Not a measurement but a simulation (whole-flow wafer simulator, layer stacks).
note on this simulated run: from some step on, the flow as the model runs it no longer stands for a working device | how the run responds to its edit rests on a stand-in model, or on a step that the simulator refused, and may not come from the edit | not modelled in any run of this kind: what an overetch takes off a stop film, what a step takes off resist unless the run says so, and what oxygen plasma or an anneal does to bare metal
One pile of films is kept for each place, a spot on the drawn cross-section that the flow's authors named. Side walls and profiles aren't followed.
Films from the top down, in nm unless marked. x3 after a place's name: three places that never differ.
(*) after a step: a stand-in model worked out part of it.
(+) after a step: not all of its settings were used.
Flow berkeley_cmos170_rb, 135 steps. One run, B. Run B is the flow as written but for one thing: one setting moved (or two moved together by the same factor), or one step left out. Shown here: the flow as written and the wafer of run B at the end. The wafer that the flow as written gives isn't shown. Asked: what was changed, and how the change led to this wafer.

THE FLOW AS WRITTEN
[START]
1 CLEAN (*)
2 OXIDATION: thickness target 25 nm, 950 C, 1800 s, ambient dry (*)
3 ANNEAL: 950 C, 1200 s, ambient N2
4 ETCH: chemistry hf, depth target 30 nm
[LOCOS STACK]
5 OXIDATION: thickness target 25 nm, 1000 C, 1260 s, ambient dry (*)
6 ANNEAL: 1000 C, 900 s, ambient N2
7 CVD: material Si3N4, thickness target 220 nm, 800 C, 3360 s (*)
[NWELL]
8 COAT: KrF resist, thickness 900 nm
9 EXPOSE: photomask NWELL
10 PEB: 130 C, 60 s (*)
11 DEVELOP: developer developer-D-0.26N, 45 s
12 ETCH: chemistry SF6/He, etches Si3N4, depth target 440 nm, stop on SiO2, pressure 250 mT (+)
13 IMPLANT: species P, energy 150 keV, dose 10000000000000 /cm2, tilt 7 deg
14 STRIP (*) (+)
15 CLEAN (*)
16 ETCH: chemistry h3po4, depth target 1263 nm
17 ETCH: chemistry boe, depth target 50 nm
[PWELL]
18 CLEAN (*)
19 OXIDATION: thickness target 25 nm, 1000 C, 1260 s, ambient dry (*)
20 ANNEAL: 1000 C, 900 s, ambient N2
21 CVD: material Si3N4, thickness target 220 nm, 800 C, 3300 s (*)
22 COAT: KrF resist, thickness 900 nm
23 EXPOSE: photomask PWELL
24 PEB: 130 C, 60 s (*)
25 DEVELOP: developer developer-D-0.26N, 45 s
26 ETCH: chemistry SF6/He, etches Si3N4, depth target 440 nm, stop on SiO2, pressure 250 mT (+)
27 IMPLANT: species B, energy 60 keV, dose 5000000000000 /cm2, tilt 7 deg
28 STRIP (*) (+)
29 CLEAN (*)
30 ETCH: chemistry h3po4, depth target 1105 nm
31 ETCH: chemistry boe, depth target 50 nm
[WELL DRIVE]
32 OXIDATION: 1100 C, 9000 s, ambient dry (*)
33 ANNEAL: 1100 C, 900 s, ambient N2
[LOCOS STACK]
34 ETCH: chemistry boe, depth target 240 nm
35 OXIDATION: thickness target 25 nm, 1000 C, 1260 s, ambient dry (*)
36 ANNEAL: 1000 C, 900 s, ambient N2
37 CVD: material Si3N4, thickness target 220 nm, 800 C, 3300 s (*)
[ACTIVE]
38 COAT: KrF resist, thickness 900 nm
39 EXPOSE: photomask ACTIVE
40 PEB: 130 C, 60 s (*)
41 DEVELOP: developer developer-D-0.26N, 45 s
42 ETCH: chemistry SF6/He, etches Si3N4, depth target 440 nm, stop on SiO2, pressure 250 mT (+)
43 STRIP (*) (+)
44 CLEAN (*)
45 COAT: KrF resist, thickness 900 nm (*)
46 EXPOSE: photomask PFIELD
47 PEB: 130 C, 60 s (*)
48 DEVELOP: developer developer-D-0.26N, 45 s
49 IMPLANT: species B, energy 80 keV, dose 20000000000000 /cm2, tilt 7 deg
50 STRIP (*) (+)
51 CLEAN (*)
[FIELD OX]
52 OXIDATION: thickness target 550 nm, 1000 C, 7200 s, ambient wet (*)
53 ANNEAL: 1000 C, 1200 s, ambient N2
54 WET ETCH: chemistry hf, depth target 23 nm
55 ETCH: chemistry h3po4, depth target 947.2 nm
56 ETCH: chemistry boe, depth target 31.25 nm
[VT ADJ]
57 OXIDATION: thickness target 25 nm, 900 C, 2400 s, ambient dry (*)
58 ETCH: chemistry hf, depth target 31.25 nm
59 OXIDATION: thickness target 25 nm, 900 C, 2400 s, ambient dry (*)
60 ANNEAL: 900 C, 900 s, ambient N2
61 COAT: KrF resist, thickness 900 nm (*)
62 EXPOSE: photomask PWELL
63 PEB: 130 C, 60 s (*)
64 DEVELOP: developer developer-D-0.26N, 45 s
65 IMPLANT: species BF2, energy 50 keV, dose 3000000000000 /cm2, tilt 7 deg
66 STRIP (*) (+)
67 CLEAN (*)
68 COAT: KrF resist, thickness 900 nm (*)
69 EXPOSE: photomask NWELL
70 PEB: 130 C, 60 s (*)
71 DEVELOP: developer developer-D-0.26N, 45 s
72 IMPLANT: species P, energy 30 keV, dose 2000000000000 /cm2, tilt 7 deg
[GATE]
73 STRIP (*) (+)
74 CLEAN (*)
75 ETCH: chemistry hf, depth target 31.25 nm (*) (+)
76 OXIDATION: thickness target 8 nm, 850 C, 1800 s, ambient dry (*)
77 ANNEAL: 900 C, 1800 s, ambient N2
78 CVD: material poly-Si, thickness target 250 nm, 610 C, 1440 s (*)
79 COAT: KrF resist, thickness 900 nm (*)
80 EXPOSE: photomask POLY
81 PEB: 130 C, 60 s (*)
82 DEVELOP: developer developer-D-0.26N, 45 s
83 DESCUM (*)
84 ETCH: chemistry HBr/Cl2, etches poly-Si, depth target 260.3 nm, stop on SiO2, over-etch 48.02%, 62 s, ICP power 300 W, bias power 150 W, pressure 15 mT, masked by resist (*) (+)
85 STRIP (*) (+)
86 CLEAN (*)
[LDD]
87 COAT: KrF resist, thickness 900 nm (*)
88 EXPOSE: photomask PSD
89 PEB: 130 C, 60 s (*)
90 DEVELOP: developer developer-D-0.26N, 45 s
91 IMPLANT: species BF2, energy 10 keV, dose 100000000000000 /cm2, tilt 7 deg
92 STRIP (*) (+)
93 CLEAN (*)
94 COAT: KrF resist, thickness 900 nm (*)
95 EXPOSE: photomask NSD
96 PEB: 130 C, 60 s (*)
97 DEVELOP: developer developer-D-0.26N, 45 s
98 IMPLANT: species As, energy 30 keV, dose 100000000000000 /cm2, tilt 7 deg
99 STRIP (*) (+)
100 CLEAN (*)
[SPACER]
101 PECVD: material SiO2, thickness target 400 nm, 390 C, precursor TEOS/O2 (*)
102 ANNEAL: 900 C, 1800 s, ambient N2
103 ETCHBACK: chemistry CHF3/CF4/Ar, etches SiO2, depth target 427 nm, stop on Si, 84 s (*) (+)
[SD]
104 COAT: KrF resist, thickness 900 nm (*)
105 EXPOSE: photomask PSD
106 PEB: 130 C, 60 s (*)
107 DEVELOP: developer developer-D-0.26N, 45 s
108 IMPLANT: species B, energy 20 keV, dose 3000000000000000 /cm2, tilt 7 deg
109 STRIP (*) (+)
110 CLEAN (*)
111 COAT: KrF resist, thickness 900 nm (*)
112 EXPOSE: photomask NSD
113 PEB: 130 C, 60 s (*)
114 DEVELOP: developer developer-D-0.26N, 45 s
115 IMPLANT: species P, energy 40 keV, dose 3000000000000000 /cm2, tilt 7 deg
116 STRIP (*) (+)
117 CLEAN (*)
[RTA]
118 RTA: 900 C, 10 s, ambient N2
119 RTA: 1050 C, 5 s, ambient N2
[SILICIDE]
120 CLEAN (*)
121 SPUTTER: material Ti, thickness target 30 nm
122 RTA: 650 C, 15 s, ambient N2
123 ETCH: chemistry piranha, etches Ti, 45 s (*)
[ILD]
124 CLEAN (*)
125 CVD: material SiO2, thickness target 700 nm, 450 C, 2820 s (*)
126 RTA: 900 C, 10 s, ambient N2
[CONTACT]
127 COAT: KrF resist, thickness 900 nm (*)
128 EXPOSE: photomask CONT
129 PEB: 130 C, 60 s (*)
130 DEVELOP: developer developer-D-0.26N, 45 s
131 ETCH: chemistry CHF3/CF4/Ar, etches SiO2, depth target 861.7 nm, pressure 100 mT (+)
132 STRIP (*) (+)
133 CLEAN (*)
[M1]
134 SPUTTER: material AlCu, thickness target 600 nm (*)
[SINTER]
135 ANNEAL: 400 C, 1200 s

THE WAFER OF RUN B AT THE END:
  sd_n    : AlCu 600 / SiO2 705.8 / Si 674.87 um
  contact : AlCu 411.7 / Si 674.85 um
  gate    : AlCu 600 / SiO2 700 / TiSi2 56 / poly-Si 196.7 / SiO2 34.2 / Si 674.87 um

The cause: step 34, ETCH: depth target 99 nm was run, where the flow has depth target 240 nm.

How the change led to this, step by step:
  34 ETCH: chemistry boe, depth target 240 nm
      field, sd_n, spacer_n and 6 more: SiO2 -99 (as written it would be: SiO2 -197.6 (all of it))
  35 OXIDATION: thickness target 25 nm, 1000 C, 1260 s, ambient dry (*)
      field, sd_n, spacer_n and 6 more: SiO2 +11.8, Si -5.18 (as written it would be: SiO2 +26.6 (new film), Si -11.7)
  52 OXIDATION: thickness target 550 nm, 1000 C, 7200 s, ambient wet (*)
      gate, sd_p: SiO2 +12.9 (new film), Si3N4 -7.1 (as written it would be: SiO2 +12.9 (new film), Si3N4 -7.1, SiO2 +0.08, Si -0.08)
      sd_n: SiO2 +12.9 (new film), Si3N4 -7.1 (as written it would be: SiO2 +12.9 (new film), Si3N4 -7.1, SiO2 +2.22, Si -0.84)
      (and at 2 more places)
  56 ETCH: chemistry boe, depth target 31.25 nm
      spacer_n, gate, sd_p, spacer_p, gate_p, contact: SiO2 -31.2 (as written it would be: SiO2 -26.6 (all of it))
      sd_n: SiO2 -31.2 (as written it would be: SiO2 -28.8 (all of it))
      (and at 1 more place)
  57 OXIDATION: thickness target 25 nm, 900 C, 2400 s, ambient dry (*)
      sd_n, spacer_n, gate, sd_p, spacer_p, gate_p, contact, m1: SiO2 +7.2, Si -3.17 (as written it would be: SiO2 +15 (new film), Si -6.62)
  58 ETCH: chemistry hf, depth target 31.25 nm
      sd_n, spacer_n, gate, sd_p, spacer_p, gate_p, contact, m1: SiO2 -31.2 (as written it would be: SiO2 -15 (all of it))
  59 OXIDATION: thickness target 25 nm, 900 C, 2400 s, ambient dry (*)
      sd_n, spacer_n, gate, sd_p, spacer_p, gate_p, contact, m1: SiO2 +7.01, Si -3.09 (as written it would be: SiO2 +15 (new film), Si -6.62)
  75 ETCH: chemistry hf, depth target 31.25 nm (*) (+)
      sd_n, spacer_n, gate, sd_p, spacer_p, gate_p, contact, m1: SiO2 -31.3 (as written it would be: SiO2 -15 (all of it))
  76 OXIDATION: thickness target 8 nm, 850 C, 1800 s, ambient dry (*)
      sd_n, spacer_n, gate, sd_p, spacer_p, gate_p, contact, m1: SiO2 +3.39, Si -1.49 (as written it would be: SiO2 +7.53 (new film), Si -3.31)
  103 ETCHBACK: chemistry CHF3/CF4/Ar, etches SiO2, depth target 427 nm, stop on Si, 84 s (*) (+)
      sd_n, contact, m1: SiO2 -427 (as written it would be: SiO2 -406.1 (all of it))
      sd_p: SiO2 -412.9 (all of it) (as written it would be: SiO2 -388.4 (all of it))
  104 COAT: KrF resist, thickness 900 nm (*)
      sd_n: KrF resist +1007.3 (new film) (as written it would be: KrF resist +982.1 (new film))
      sd_p: KrF resist +1019.3 (new film) (as written it would be: KrF resist +990.7 (new film))
  107 DEVELOP: developer developer-D-0.26N, 45 s
      sd_p: KrF resist -1019.3 (all of it) (as written it would be: KrF resist -990.7 (all of it))
  109 STRIP (*) (+)
      sd_n: KrF resist -993.1 (all of it) (as written it would be: KrF resist -967.9 (all of it))
  111 COAT: KrF resist, thickness 900 nm (*)
      sd_n: KrF resist +1007.3 (new film) (as written it would be: KrF resist +982.1 (new film))
      sd_p: KrF resist +1019.3 (new film) (as written it would be: KrF resist +990.7 (new film))
  114 DEVELOP: developer developer-D-0.26N, 45 s
      sd_n: KrF resist -1007.3 (all of it) (as written it would be: KrF resist -982.1 (all of it))
  116 STRIP (*) (+)
      sd_p: KrF resist -1005.1 (all of it) (as written it would be: KrF resist -976.5 (all of it))
  ... 8 more steps ...
  134 SPUTTER: material AlCu, thickness target 600 nm (*)
      sd_p: AlCu +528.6 (new film) (as written it would be: AlCu +545.9 (new film))
